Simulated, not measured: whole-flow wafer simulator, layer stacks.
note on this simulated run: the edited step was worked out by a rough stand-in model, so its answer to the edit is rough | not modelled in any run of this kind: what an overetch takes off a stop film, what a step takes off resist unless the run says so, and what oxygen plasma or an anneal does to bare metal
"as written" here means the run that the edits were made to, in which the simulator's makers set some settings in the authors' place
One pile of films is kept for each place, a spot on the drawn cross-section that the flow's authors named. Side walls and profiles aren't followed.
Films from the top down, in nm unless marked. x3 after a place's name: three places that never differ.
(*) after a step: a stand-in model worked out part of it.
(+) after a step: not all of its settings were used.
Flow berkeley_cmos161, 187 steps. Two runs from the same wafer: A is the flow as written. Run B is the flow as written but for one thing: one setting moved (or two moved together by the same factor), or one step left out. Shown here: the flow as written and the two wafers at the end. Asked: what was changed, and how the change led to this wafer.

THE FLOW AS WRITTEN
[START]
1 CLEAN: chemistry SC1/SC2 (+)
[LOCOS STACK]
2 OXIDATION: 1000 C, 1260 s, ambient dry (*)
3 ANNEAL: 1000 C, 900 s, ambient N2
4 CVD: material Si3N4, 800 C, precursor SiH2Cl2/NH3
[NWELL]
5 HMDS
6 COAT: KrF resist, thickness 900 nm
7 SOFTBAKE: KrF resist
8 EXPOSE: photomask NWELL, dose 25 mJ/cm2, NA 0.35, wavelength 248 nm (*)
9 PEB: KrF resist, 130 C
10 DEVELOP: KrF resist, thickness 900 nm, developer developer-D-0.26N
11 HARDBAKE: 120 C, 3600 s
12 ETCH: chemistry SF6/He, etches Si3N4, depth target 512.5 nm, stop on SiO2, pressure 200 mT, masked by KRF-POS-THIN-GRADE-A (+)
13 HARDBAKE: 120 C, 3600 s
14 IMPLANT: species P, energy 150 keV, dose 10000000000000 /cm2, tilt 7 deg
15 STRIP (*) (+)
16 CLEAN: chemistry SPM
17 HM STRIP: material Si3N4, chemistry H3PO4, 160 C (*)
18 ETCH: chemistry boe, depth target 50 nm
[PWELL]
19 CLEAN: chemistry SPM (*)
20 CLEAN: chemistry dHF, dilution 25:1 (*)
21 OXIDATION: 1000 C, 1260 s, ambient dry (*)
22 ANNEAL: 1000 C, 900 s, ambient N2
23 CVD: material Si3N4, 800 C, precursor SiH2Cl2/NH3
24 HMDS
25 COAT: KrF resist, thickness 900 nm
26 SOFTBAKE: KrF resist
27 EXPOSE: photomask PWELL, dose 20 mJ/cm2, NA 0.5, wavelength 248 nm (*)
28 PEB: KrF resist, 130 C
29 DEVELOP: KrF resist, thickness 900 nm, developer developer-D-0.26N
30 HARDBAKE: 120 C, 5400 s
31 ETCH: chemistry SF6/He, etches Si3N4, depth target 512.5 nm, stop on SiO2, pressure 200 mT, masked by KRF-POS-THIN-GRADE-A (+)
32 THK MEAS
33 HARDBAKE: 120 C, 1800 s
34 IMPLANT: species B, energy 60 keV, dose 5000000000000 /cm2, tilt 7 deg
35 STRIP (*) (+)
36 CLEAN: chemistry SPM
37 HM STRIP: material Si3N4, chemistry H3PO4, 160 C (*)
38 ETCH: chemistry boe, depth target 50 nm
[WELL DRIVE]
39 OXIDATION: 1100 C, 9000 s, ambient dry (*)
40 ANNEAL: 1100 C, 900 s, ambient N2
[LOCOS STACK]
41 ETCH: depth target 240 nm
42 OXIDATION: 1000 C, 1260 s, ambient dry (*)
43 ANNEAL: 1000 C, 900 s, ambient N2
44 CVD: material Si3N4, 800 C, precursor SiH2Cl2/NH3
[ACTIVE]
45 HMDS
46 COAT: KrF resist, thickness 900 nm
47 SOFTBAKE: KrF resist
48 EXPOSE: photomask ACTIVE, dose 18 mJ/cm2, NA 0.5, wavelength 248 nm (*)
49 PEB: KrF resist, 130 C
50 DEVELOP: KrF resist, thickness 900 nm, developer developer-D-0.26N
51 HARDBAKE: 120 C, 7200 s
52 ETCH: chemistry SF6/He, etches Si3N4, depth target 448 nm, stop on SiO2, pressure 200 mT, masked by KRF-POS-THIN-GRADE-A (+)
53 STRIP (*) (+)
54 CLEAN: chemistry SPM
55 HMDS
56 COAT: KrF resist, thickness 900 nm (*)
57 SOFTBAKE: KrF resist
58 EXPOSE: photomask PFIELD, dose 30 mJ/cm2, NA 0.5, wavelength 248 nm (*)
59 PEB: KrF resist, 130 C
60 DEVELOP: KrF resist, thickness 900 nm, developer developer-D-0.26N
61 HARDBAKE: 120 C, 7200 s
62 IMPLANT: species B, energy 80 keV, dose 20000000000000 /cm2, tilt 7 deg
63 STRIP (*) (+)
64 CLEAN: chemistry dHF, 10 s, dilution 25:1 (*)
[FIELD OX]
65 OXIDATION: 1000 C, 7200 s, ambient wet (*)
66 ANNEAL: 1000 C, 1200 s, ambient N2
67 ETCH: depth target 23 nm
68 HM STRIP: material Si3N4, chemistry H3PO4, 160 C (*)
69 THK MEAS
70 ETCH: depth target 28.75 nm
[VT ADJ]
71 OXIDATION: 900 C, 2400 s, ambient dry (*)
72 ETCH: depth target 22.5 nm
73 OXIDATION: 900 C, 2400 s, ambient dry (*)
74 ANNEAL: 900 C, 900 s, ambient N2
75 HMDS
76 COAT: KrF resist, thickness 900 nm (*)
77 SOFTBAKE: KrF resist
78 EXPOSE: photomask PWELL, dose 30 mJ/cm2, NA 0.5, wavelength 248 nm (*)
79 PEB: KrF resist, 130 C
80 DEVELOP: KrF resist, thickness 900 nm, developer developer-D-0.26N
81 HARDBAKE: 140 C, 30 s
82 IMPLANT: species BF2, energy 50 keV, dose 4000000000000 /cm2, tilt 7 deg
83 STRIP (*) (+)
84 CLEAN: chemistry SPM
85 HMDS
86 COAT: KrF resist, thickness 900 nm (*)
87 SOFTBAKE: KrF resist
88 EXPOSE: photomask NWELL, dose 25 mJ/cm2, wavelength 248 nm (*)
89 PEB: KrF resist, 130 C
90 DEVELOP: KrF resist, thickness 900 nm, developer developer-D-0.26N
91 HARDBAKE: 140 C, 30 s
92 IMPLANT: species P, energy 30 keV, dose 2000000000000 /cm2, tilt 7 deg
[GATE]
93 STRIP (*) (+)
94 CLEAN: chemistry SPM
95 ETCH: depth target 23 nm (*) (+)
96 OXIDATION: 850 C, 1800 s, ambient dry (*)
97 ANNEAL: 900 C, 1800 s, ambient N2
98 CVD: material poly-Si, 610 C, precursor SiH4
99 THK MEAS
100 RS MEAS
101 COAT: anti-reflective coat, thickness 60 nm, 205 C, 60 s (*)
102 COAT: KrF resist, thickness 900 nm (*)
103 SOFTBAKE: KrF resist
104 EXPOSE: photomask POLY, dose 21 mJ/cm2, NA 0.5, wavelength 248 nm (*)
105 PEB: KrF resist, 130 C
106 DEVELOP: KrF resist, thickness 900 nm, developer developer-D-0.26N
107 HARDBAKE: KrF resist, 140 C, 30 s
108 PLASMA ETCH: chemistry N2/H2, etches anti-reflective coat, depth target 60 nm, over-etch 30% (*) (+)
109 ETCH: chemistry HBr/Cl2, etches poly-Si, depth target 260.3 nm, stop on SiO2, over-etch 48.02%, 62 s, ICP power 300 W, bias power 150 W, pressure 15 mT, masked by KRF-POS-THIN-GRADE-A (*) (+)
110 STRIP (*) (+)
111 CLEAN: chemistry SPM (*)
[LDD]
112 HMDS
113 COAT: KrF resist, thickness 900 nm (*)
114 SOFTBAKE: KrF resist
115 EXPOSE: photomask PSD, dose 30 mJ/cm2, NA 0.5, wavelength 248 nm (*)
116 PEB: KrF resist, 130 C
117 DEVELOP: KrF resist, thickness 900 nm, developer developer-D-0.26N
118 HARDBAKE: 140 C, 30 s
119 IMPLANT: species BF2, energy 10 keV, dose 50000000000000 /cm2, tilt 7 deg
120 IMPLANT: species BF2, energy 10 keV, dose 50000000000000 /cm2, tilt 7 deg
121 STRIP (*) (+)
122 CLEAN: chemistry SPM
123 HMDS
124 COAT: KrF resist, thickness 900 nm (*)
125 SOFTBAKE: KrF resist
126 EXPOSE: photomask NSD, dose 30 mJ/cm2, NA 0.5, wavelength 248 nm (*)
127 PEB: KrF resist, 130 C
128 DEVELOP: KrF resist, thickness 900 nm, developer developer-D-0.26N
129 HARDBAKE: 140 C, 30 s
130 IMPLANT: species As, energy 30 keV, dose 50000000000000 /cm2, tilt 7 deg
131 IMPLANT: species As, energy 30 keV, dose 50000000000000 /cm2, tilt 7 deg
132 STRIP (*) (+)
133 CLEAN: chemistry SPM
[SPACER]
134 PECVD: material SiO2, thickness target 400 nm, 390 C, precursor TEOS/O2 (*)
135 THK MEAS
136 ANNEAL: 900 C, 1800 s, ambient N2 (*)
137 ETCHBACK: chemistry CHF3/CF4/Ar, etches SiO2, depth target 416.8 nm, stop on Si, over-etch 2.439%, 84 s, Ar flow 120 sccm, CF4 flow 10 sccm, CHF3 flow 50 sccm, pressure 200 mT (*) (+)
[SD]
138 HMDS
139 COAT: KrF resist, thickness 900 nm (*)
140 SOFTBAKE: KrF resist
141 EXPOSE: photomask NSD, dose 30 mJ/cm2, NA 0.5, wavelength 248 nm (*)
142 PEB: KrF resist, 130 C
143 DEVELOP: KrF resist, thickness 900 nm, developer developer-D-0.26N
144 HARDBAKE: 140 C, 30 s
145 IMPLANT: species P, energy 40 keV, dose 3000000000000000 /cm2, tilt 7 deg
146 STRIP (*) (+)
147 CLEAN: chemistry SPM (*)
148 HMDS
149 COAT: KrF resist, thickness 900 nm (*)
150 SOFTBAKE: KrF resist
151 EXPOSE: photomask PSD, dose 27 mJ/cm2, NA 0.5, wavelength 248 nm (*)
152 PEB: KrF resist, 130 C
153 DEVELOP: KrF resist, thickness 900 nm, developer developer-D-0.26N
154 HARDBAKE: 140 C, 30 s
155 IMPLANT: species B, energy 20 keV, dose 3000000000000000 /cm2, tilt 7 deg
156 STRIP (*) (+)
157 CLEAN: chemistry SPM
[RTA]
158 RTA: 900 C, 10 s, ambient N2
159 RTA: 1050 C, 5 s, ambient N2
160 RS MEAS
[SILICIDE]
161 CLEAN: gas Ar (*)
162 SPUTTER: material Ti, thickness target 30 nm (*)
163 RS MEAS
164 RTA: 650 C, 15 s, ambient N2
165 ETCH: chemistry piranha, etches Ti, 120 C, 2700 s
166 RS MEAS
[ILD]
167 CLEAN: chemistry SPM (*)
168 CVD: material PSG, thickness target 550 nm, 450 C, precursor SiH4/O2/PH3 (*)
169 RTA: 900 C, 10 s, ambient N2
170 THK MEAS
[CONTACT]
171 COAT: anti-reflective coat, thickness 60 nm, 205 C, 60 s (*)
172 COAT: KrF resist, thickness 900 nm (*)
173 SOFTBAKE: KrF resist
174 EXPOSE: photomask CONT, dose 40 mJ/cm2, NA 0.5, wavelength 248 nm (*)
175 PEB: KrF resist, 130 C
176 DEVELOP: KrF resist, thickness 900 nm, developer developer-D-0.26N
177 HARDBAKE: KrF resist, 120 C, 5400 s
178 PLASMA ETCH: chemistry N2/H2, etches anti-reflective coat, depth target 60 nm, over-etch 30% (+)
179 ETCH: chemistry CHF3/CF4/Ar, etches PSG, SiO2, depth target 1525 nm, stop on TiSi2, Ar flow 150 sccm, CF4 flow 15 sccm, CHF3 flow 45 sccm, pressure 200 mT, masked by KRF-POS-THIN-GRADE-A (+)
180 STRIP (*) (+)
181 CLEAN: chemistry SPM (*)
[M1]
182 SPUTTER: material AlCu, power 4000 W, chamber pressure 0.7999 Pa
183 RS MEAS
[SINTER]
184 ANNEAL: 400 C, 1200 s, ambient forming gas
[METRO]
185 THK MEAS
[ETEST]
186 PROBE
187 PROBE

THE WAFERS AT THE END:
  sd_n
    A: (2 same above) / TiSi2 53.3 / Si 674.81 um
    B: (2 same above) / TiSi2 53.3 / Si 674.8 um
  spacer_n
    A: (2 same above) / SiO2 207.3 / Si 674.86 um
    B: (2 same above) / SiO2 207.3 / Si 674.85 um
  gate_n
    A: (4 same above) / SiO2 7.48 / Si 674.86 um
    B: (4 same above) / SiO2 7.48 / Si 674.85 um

The cause: step 39, OXIDATION: 10800 s was run, where the flow has 9000 s.

How the change led to this, step by step:
  39 OXIDATION: 1100 C, 9000 s, ambient dry (*)
      field, sd_n, spacer_n and 6 more: A SiO2 +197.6 (new film), Si -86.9 | B SiO2 +220.6 (new film), Si -97.1
  41 ETCH: depth target 240 nm
      field, sd_n, spacer_n and 6 more: A SiO2 -197.6 (all of it) | B SiO2 -220.6 (all of it)
